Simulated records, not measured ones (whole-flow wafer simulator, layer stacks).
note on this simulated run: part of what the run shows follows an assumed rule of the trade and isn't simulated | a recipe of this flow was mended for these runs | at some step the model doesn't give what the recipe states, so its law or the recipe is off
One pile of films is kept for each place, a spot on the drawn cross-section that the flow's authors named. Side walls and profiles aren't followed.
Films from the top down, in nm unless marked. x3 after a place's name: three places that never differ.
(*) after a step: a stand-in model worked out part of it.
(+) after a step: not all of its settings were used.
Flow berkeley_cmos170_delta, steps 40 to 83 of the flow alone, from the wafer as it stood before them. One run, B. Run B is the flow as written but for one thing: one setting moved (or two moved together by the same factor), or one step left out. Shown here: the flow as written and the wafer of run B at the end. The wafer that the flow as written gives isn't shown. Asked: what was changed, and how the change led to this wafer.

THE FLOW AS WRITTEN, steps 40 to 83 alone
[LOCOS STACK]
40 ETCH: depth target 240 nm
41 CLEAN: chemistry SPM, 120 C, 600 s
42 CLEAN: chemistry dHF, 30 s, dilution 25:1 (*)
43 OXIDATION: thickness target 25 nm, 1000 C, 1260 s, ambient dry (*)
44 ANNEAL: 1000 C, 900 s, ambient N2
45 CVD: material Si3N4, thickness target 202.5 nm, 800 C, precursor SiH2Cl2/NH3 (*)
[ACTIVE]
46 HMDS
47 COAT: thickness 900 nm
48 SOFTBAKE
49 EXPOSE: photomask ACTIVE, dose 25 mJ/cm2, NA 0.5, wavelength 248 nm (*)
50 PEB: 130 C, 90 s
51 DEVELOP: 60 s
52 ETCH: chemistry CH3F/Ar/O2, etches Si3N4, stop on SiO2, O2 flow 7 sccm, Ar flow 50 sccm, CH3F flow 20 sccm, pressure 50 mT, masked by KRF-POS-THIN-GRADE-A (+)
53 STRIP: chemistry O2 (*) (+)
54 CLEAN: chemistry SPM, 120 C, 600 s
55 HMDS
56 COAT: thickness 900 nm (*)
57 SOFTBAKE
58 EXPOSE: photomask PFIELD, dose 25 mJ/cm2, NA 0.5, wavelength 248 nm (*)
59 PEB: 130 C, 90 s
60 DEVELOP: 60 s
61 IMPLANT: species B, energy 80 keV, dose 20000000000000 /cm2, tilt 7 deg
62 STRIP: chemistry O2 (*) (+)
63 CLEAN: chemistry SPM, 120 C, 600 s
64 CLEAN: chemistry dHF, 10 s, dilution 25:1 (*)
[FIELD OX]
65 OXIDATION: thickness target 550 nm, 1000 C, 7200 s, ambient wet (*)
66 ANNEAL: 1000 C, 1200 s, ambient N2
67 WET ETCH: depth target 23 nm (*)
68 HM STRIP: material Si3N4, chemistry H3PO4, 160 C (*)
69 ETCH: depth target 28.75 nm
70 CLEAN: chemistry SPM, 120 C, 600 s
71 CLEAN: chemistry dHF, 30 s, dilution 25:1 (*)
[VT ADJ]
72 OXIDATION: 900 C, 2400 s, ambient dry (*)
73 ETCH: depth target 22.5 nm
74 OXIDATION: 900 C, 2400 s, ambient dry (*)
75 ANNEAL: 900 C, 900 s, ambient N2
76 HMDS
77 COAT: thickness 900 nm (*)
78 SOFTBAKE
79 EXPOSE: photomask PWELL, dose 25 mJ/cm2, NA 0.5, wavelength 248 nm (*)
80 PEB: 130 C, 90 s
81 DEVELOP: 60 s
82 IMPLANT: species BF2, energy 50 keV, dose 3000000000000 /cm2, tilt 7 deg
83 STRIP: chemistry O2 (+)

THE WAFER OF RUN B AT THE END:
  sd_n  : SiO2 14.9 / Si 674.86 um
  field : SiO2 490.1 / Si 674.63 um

The cause: step 69, ETCH: depth target 10.06 nm was run, where the flow has depth target 28.75 nm.

How the change led to this, step by step:
  69 ETCH: depth target 28.75 nm
      spacer_n, gate, spacer_p, gate_p, contact, m1: SiO2 -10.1 (as written it would be: SiO2 -17.5 (all of it))
      sd_n, sd_p: SiO2 -10.1 (as written it would be: SiO2 -17.6 (all of it))
      (and at 1 more place)
  70 CLEAN: chemistry SPM, 120 C, 600 s
      sd_n, spacer_n, gate, sd_p, spacer_p, gate_p, contact, m1: nothing (as written it would be: chemical SiO2 +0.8 (new film), Si -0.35)
  71 CLEAN: chemistry dHF, 30 s, dilution 25:1 (*)
      sd_n, spacer_n, gate, sd_p, spacer_p, gate_p, contact, m1: SiO2 -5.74 (as written it would be: chemical SiO2 -0.8 (all of it))
  72 OXIDATION: 900 C, 2400 s, ambient dry (*)
      spacer_n, gate, spacer_p, gate_p, contact, m1: SiO2 +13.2, Si -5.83 (as written it would be: SiO2 +14.9 (new film), Si -6.57)
      sd_n, sd_p: SiO2 +13.1, Si -5.76 (as written it would be: SiO2 +14.9 (new film), Si -6.57)
